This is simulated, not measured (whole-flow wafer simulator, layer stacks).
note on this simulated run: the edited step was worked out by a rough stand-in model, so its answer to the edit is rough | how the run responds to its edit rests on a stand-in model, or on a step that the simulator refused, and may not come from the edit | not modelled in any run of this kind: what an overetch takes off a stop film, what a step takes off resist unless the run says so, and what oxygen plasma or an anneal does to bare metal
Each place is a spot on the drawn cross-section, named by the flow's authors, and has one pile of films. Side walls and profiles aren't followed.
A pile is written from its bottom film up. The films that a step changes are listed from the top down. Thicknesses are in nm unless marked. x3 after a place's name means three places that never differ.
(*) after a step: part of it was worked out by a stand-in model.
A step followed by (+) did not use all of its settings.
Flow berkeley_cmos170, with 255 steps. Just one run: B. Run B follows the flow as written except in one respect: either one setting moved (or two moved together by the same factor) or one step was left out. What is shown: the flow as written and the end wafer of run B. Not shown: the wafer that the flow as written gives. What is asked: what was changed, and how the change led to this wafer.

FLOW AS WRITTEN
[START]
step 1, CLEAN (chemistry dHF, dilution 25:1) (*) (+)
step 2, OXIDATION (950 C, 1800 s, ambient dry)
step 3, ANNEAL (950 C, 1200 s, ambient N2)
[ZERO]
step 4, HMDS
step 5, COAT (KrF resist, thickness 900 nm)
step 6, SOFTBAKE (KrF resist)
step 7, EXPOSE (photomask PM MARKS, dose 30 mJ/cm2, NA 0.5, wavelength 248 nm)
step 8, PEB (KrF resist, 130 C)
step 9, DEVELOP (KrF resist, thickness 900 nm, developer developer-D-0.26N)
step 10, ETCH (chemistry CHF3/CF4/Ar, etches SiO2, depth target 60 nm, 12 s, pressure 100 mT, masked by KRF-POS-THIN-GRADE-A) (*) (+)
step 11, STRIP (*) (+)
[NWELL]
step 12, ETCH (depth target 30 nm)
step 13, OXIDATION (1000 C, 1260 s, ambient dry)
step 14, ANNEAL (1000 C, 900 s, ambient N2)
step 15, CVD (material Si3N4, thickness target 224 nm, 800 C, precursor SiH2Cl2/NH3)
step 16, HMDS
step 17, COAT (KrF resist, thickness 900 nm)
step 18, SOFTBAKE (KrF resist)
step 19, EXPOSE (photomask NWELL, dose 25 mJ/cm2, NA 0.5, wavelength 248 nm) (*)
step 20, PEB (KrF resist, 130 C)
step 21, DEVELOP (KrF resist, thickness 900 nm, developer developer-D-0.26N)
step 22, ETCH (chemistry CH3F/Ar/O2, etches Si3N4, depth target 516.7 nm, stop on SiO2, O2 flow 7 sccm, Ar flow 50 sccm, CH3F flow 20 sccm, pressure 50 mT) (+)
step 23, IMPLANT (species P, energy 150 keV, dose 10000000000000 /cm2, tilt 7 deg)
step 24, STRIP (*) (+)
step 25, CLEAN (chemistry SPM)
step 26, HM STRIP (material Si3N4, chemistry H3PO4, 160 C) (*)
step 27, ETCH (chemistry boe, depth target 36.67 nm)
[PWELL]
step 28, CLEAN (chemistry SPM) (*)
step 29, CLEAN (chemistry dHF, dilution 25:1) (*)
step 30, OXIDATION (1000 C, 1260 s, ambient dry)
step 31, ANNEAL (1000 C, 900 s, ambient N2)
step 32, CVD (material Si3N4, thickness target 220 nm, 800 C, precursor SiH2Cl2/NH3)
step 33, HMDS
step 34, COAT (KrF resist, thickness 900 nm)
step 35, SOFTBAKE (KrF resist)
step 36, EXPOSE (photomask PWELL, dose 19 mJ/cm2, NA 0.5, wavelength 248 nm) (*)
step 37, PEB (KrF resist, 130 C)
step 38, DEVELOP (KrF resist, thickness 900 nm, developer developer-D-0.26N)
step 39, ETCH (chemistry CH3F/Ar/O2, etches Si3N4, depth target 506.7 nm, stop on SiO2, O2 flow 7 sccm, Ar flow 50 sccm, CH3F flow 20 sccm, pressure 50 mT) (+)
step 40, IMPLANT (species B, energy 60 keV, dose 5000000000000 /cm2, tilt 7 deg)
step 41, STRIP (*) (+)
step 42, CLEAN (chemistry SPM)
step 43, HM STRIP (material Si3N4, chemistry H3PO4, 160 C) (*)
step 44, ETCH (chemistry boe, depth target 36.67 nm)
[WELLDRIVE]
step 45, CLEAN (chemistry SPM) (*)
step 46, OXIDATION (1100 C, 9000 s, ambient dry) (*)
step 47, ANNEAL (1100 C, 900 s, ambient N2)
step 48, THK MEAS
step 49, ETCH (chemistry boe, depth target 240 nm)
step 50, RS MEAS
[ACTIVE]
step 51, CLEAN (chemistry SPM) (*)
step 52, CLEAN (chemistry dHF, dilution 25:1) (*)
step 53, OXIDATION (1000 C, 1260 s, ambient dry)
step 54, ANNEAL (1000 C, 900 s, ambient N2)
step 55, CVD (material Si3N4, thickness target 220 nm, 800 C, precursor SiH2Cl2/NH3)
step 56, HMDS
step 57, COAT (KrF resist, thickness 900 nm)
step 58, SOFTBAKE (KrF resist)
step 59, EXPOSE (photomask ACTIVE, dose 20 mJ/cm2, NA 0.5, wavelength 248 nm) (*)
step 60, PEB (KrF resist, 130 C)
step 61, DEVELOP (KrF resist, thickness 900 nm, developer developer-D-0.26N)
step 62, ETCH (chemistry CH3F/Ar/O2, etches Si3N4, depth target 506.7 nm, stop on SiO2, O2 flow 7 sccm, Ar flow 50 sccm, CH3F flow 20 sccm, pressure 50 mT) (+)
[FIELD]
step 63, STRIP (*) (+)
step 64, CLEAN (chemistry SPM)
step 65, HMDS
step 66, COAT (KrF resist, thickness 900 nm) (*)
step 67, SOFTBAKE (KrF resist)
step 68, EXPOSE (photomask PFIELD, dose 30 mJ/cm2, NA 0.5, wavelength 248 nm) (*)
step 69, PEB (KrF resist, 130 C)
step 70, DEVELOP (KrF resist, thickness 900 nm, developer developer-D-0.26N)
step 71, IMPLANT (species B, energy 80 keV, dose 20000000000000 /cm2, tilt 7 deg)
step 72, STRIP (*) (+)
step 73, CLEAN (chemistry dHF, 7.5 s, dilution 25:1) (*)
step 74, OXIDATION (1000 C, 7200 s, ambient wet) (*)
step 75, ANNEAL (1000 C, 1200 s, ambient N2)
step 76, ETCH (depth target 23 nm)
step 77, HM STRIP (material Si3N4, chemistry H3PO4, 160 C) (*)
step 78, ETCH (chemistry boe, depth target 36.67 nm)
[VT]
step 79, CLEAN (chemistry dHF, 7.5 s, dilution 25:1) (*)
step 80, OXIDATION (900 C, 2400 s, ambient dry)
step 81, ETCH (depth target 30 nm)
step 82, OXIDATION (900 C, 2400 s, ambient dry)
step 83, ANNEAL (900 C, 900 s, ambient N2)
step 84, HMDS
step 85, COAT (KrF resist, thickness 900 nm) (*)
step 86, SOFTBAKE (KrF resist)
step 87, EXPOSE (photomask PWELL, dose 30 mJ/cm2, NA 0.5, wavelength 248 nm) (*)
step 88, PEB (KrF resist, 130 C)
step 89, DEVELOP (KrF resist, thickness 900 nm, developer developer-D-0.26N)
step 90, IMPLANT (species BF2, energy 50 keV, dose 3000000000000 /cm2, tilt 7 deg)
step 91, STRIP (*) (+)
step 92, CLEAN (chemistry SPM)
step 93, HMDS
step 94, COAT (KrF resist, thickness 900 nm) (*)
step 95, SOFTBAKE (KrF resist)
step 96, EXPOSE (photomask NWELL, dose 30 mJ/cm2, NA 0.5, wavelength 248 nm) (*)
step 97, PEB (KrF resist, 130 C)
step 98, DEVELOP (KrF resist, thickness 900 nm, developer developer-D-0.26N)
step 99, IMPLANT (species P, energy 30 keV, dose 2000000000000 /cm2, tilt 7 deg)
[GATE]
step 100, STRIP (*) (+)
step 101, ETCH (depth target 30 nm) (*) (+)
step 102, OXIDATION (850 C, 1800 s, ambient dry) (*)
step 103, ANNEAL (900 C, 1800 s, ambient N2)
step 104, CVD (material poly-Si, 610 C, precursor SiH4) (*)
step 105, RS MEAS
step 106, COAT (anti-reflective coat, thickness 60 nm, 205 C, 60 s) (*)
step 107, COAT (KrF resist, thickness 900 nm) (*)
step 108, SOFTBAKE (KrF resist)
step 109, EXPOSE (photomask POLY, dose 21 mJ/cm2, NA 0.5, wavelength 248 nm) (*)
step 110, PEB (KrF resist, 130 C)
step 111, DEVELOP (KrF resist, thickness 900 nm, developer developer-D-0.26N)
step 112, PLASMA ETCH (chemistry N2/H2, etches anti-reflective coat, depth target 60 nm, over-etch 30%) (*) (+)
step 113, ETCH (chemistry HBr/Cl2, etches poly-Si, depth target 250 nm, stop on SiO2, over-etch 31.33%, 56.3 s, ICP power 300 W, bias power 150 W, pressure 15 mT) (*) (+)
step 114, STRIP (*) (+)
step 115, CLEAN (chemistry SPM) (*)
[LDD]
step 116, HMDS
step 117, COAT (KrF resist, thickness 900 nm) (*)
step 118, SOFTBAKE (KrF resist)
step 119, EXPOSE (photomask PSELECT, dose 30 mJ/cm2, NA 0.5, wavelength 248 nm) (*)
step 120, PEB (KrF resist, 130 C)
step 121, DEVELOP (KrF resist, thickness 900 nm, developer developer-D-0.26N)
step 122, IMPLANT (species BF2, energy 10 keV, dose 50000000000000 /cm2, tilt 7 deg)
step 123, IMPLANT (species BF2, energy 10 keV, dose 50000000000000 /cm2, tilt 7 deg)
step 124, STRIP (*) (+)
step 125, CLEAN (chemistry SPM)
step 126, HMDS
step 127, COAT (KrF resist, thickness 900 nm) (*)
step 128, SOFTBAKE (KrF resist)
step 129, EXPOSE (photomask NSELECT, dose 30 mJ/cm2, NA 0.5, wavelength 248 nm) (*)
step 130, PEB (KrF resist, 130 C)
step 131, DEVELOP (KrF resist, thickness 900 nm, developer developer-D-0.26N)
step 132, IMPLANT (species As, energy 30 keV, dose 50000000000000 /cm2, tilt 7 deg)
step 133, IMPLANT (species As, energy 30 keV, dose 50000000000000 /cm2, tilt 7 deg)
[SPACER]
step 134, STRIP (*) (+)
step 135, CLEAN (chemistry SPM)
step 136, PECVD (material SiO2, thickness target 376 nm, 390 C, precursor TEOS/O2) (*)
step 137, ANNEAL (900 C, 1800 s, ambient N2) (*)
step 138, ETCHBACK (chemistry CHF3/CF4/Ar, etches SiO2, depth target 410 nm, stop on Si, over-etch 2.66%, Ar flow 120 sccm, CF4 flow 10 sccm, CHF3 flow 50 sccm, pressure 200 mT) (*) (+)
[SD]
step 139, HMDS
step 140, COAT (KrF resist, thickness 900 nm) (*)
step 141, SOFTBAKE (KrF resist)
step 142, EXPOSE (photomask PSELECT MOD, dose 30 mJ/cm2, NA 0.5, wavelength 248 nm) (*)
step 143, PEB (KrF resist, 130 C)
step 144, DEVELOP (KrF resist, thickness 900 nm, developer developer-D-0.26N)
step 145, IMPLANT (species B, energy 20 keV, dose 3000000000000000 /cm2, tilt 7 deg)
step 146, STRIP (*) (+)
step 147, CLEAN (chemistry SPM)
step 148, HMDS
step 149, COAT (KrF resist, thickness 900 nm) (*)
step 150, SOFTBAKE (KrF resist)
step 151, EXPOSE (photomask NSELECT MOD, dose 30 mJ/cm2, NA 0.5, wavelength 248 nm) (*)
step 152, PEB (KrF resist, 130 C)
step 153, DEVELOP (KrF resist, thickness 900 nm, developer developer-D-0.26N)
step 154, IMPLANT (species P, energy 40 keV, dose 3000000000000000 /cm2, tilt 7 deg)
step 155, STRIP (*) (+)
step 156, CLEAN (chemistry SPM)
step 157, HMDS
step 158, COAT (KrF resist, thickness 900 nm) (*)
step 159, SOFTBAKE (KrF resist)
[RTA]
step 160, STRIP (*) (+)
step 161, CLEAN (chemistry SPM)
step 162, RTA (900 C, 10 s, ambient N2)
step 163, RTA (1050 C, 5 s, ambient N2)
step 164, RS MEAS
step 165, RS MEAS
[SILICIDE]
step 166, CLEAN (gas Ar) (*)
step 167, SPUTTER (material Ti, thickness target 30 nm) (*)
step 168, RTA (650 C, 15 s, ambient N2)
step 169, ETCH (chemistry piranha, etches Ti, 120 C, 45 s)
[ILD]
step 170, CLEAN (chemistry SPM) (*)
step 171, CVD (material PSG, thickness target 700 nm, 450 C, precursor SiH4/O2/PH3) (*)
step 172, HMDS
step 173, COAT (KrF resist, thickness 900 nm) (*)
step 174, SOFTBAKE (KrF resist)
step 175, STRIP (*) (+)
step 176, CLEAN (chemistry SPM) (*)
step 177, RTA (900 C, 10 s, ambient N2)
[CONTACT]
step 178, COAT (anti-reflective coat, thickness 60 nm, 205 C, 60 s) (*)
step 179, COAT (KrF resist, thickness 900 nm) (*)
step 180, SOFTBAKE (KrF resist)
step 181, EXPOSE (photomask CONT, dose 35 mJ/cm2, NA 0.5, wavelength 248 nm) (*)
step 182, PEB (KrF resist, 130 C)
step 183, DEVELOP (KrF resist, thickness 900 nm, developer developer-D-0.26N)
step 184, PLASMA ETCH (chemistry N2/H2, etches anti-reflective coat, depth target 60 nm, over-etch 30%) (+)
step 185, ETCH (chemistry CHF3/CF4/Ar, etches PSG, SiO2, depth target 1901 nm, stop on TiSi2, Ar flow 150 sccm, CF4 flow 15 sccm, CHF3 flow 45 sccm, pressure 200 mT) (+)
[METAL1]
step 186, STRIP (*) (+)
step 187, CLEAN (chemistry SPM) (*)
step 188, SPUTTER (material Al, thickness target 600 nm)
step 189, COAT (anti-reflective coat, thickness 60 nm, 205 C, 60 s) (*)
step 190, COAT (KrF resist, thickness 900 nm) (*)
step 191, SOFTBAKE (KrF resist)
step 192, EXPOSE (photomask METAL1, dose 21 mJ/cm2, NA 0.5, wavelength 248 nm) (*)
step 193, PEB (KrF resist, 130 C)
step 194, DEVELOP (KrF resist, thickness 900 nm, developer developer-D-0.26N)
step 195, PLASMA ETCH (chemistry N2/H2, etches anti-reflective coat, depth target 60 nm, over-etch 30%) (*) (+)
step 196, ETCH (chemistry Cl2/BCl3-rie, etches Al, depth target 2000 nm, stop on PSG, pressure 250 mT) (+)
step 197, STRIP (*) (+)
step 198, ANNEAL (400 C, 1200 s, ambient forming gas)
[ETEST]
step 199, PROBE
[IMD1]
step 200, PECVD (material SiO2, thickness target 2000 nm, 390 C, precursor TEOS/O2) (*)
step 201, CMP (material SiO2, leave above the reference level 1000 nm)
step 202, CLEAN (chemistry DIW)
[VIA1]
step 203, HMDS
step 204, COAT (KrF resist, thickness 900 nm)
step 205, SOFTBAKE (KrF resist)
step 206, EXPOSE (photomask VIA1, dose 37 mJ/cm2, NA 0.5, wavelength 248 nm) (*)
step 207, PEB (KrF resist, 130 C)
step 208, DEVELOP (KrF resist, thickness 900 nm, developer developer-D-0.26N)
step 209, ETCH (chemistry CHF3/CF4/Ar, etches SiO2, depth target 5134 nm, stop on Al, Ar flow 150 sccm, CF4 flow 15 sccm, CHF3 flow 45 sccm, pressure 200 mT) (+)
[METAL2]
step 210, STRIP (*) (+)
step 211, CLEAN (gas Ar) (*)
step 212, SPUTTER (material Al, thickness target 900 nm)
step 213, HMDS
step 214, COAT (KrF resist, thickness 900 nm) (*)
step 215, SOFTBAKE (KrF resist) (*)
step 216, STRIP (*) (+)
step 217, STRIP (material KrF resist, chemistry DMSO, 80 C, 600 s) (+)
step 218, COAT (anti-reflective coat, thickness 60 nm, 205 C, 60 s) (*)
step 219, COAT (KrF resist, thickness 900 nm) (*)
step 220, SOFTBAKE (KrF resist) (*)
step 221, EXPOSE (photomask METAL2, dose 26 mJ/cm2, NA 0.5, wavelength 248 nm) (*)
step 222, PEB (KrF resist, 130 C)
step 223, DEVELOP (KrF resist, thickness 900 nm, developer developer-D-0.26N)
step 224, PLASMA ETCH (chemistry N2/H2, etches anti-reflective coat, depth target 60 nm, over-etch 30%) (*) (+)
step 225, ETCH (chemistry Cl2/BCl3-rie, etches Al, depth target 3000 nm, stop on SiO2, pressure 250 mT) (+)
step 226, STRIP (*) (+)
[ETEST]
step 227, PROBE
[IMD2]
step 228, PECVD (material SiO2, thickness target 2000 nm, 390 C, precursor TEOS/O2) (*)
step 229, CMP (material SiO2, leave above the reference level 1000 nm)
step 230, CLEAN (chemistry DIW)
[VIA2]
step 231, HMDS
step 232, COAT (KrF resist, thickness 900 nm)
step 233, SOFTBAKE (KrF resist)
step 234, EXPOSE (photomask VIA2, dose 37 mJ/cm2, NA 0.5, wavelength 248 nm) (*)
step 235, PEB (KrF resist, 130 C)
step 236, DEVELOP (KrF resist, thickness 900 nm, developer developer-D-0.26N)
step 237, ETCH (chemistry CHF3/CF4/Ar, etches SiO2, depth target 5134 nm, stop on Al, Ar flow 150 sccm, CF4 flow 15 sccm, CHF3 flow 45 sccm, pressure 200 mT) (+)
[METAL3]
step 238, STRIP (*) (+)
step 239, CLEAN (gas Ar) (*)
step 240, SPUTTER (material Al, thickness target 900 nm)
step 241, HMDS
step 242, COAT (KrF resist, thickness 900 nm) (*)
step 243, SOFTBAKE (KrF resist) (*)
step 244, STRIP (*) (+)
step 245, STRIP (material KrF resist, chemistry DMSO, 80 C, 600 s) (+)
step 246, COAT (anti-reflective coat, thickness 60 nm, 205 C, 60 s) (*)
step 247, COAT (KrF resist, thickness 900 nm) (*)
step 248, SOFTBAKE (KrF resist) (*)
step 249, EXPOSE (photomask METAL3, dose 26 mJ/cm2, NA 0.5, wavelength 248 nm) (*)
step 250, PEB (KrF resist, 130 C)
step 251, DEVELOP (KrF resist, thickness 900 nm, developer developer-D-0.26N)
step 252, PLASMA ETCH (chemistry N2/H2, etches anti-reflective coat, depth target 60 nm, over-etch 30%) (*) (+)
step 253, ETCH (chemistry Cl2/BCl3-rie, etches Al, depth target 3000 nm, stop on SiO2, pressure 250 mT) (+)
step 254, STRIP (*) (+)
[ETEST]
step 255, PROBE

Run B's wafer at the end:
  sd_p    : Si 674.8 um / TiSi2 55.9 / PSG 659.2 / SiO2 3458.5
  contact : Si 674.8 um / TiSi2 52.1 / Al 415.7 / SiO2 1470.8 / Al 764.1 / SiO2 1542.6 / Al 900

The reason: step 200, PECVD: thickness target 1600 nm was run, though the flow has thickness target 2000 nm.

How this came from the change, step by step:
  step 200, PECVD (material SiO2, thickness target 2000 nm, 390 C, precursor TEOS/O2) (*)
      field, sd_n, spacer_n and 7 more: +1600 SiO2 (new film) (as written it would have been: +2000 SiO2 (new film))
      sd_p: +1581.7 SiO2 (new film) (as written it would have been: +1976.3 SiO2 (new film))
      (as well as at 1 more place)
  step 201, CMP (material SiO2, leave above the reference level 1000 nm)
      sd_n: nothing (as written it would have been: -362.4 SiO2)
      sd_p: nothing (as written it would have been: -335.3 SiO2)
      (as well as at 10 more places)
  step 204, COAT (KrF resist, thickness 900 nm)
      sd_p: +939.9 KrF resist (new film) (as written it would have been: +900 KrF resist (new film))
      contact: +1289.4 KrF resist (new film) (as written it would have been: +900 KrF resist (new film))
  step 207, PEB (KrF resist, 130 C)
      contact: -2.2 KrF resist (as written it would have been: -1.43 KrF resist)
  step 210, STRIP (*) (+)
      sd_n: -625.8 KrF resist (all of it) (as written it would have been: -608.9 KrF resist (all of it))
      sd_p: -648.8 KrF resist (all of it) (as written it would have been: -608.9 KrF resist (all of it))
      (as well as at 3 more places)
  step 212, SPUTTER (material Al, thickness target 900 nm)
      contact: +764.1 Al (new film) (as written it would have been: +900 Al (new film))
  step 214, COAT (KrF resist, thickness 900 nm) (*)
      sd_p: +937.8 KrF resist (new film) (as written it would have been: +899.5 KrF resist (new film))
      spacer_p: +881.2 KrF resist (new film) (as written it would have been: +899.7 KrF resist (new film))
      (as well as at 1 more place)
  step 216, STRIP (*) (+)
      sd_p: -937.8 KrF resist (all of it) (as written it would have been: -899.5 KrF resist (all of it))
      spacer_p: -881.2 KrF resist (all of it) (as written it would have been: -899.7 KrF resist (all of it))
      (as well as at 1 more place)
  step 218, COAT (anti-reflective coat, thickness 60 nm, 205 C, 60 s) (*)
      field: +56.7 anti-reflective coat (new film) (as written it would have been: +59.9 anti-reflective coat (new film))
      sd_n: +45.8 anti-reflective coat (new film) (as written it would have been: +64.1 anti-reflective coat (new film))
      (as well as at 7 more places)
  step 219, COAT (KrF resist, thickness 900 nm) (*)
      gate_n: +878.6 KrF resist (new film) (as written it would have been: +901.2 KrF resist (new film))
      sd_p: +922.8 KrF resist (new film) (as written it would have been: +899.4 KrF resist (new film))
      (as well as at 2 more places)
  step 223, DEVELOP (KrF resist, thickness 900 nm, developer developer-D-0.26N)
      gate_n: -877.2 KrF resist (all of it) (as written it would have been: -899.7 KrF resist (all of it))
      sd_p: -921.4 KrF resist (all of it) (as written it would have been: -898 KrF resist (all of it))
      (as well as at 1 more place)
  step 224, PLASMA ETCH (chemistry N2/H2, etches anti-reflective coat, depth target 60 nm, over-etch 30%) (*) (+)
      contact, m1, via1, m2, via2: -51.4 KrF resist (as written it would have been: -46.3 KrF resist)
      field: -56.7 anti-reflective coat (all of it) (as written it would have been: -59.9 anti-reflective coat (all of it))
      (as well as at 5 more places)
  step 226, STRIP (*) (+)
      contact: -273 KrF resist (all of it), -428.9 anti-reflective coat (all of it) (as written it would have been: -151.9 KrF resist (all of it), -62.1 anti-reflective coat (all of it))
      m1: -150.3 KrF resist (all of it), -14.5 anti-reflective coat (all of it) (as written it would have been: -162.4 KrF resist (all of it), -16.7 anti-reflective coat (all of it))
      (as well as at 2 more places)
  step 229, CMP (material SiO2, leave above the reference level 1000 nm)
      sd_p: nothing (as written it would have been: -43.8 SiO2)
      sd_n: -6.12 SiO2 (as written it would have been: -43.8 SiO2)
      (as well as at 1 more place)
  step 246, COAT (anti-reflective coat, thickness 60 nm, 205 C, 60 s) (*)
      spacer_p, gate_p: +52 anti-reflective coat (new film) (as written it would have been: +59.9 anti-reflective coat (new film))
      sd_p: +66.9 anti-reflective coat (new film) (as written it would have been: +59.9 anti-reflective coat (new film))
  step 252, PLASMA ETCH (chemistry N2/H2, etches anti-reflective coat, depth target 60 nm, over-etch 30%) (*) (+)
      contact, m1, via1, m2, via2: -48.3 KrF resist (as written it would have been: -43.3 KrF resist)
      spacer_p, gate_p: -52 anti-reflective coat (all of it) (as written it would have been: -59.9 anti-reflective coat (all of it))
      (as well as at 1 more place)
  step 254, STRIP (*) (+)
      contact: -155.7 KrF resist (all of it), -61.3 anti-reflective coat (all of it) (as written it would have been: -161.3 KrF resist (all of it), -61.1 anti-reflective coat (all of it))
      m1: -153.9 KrF resist (all of it), -40.5 anti-reflective coat (all of it) (as written it would have been: -158.8 KrF resist (all of it), -41 anti-reflective coat (all of it))
      (as well as at 2 more places)
